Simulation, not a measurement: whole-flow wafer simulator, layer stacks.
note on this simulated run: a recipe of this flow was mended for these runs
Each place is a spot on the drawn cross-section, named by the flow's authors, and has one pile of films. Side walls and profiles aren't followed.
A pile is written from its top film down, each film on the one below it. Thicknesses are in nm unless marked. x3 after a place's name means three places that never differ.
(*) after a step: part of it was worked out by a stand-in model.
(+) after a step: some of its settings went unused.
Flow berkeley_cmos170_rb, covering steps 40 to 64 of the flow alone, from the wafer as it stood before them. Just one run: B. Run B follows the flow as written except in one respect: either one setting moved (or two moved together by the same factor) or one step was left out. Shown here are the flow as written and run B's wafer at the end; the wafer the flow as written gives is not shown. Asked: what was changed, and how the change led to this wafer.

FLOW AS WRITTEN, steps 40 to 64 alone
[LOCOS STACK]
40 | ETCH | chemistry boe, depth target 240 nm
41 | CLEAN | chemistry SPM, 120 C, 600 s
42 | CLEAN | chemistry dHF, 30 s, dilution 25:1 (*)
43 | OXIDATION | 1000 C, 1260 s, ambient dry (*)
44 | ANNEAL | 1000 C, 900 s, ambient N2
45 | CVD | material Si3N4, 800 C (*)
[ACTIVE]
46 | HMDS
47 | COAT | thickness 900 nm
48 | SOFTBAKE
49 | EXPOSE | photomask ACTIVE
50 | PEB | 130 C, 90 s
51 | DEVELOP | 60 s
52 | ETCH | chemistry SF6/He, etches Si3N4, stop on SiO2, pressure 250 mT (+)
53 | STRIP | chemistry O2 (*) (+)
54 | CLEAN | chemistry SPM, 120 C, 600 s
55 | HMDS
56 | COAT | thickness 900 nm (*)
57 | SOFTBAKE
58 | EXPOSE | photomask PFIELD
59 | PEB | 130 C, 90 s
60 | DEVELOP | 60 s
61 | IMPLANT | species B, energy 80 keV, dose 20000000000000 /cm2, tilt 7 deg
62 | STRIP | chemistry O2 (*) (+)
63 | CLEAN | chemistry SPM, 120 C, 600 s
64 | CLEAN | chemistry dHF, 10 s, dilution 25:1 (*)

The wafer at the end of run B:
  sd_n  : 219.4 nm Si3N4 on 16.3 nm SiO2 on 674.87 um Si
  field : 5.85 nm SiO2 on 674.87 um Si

What caused this: step 43, OXIDATION: 504 s was run, though the flow has 1260 s.

How this came from the change, step by step:
  43 | OXIDATION | 1000 C, 1260 s, ambient dry (*)
      field, sd_n, spacer_n and 6 more: +16.3 SiO2 (new film), -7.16 Si (as written it would have been: +26.6 SiO2 (new film), -11.7 Si)
